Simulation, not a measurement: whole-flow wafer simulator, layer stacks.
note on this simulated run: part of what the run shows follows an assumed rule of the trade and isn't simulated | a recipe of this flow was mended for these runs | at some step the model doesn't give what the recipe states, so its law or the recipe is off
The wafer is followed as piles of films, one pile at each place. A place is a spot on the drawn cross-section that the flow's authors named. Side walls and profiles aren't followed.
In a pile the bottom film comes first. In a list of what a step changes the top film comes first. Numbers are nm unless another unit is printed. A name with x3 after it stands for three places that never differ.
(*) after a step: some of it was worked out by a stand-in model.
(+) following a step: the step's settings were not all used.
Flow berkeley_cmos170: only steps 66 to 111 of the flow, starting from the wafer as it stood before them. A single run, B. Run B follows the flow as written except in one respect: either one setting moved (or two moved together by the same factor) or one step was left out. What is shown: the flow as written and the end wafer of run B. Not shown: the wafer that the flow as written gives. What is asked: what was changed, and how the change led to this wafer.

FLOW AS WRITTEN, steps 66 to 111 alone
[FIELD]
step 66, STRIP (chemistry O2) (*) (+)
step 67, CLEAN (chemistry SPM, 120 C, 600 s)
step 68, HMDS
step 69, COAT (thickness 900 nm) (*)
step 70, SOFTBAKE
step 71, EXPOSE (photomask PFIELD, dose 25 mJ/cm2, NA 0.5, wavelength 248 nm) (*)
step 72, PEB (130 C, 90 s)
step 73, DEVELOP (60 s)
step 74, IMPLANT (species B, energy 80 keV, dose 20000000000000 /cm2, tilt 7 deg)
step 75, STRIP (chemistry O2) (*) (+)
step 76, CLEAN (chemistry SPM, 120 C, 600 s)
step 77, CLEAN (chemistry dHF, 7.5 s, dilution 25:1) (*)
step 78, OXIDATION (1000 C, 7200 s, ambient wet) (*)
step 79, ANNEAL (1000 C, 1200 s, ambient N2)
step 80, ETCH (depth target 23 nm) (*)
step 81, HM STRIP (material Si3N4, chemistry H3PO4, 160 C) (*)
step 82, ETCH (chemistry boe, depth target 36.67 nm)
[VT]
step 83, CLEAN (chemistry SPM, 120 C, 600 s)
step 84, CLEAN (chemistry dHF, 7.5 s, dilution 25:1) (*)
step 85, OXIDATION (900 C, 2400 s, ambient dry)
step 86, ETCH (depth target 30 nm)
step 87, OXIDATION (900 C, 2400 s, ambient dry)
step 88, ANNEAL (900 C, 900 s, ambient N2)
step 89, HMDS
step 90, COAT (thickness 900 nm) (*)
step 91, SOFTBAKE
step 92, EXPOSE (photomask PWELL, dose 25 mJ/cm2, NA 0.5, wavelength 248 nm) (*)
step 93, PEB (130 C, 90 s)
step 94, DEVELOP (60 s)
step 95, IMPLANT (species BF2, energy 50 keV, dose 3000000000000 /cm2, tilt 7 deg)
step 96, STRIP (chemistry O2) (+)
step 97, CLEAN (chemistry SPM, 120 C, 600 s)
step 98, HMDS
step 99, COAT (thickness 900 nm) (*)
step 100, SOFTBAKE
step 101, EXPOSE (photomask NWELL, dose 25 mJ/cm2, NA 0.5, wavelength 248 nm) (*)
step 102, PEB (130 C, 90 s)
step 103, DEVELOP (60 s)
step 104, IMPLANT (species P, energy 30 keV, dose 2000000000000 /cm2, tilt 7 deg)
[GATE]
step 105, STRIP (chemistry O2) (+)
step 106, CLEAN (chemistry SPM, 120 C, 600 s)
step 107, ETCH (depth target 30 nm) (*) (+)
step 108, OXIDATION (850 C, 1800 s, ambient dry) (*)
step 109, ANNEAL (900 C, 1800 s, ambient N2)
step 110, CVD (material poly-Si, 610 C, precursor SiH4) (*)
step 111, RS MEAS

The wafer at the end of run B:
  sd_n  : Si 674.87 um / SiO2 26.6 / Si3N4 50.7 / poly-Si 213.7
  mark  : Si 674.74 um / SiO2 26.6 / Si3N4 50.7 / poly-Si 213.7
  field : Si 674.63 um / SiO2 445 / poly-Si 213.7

The reason: step 81, HM STRIP: 125 C was run, while the flow as written has 160 C.

Step by step, how the change led to this:
  step 81, HM STRIP (material Si3N4, chemistry H3PO4, 160 C) (*)
      mark, sd_n, spacer_n and 9 more: -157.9 Si3N4 (as written it would have been: -212.2 Si3N4 (all of it), -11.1 SiO2)
      field: -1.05 SiO2 (as written it would have been: -17.7 SiO2)
  step 82, ETCH (chemistry boe, depth target 36.67 nm)
      mark, sd_n, spacer_n and 9 more: -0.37 Si3N4 (as written it would have been: -15.5 SiO2 (all of it))
  step 83, CLEAN (chemistry SPM, 120 C, 600 s)
      mark, sd_n, spacer_n and 9 more: nothing (as written it would have been: +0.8 chemical SiO2 (new film), -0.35 Si)
  step 84, CLEAN (chemistry dHF, 7.5 s, dilution 25:1) (*)
      mark, sd_n, spacer_n and 9 more: -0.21 Si3N4 (as written it would have been: -0.8 chemical SiO2 (all of it))
  step 85, OXIDATION (900 C, 2400 s, ambient dry)
      mark, sd_n, spacer_n and 9 more: nothing (as written it would have been: +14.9 SiO2 (new film), -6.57 Si)
  step 86, ETCH (depth target 30 nm)
      mark, sd_n, spacer_n and 9 more: -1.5 Si3N4 (as written it would have been: -14.9 SiO2 (all of it))
  step 87, OXIDATION (900 C, 2400 s, ambient dry)
      mark, sd_n, spacer_n and 9 more: nothing (as written it would have been: +14.9 SiO2 (new film), -6.57 Si)
  step 90, COAT (thickness 900 nm) (*)
      sd_n: +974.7 KrF-resist (new film) (as written it would have been: +1004.6 KrF-resist (new film))
      spacer_n: +955.1 KrF-resist (new film) (as written it would have been: +975.5 KrF-resist (new film))
      (and at 4 other places as well)
  step 94, DEVELOP (60 s)
      sd_n: -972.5 KrF-resist (all of it) (as written it would have been: -1002.3 KrF-resist (all of it))
      spacer_n: -953 KrF-resist (all of it) (as written it would have been: -973.3 KrF-resist (all of it))
      (and at 3 other places as well)
  step 96, STRIP (chemistry O2) (+)
      sd_p: -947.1 KrF-resist (all of it) (as written it would have been: -971.9 KrF-resist (all of it))
      spacer_p: -934.6 KrF-resist (all of it) (as written it would have been: -953.7 KrF-resist (all of it))
  step 99, COAT (thickness 900 nm) (*)
      sd_n: +974.7 KrF-resist (new film) (as written it would have been: +1004.6 KrF-resist (new film))
      spacer_n: +955.1 KrF-resist (new film) (as written it would have been: +975.5 KrF-resist (new film))
      (and at 4 other places as well)
  step 103, DEVELOP (60 s)
      sd_p: -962 KrF-resist (all of it) (as written it would have been: -986.9 KrF-resist (all of it))
  step 105, STRIP (chemistry O2) (+)
      sd_n: -957.6 KrF-resist (all of it) (as written it would have been: -987.4 KrF-resist (all of it))
      spacer_n: -938.1 KrF-resist (all of it) (as written it would have been: -958.4 KrF-resist (all of it))
      (and at 3 other places as well)
  step 107, ETCH (depth target 30 nm) (*) (+)
      mark, sd_n, spacer_n and 9 more: -1.5 Si3N4 (as written it would have been: -14.9 SiO2 (all of it))
  step 108, OXIDATION (850 C, 1800 s, ambient dry) (*)
      mark, sd_n, spacer_n and 9 more: nothing (as written it would have been: +7.48 SiO2 (new film), -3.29 Si)
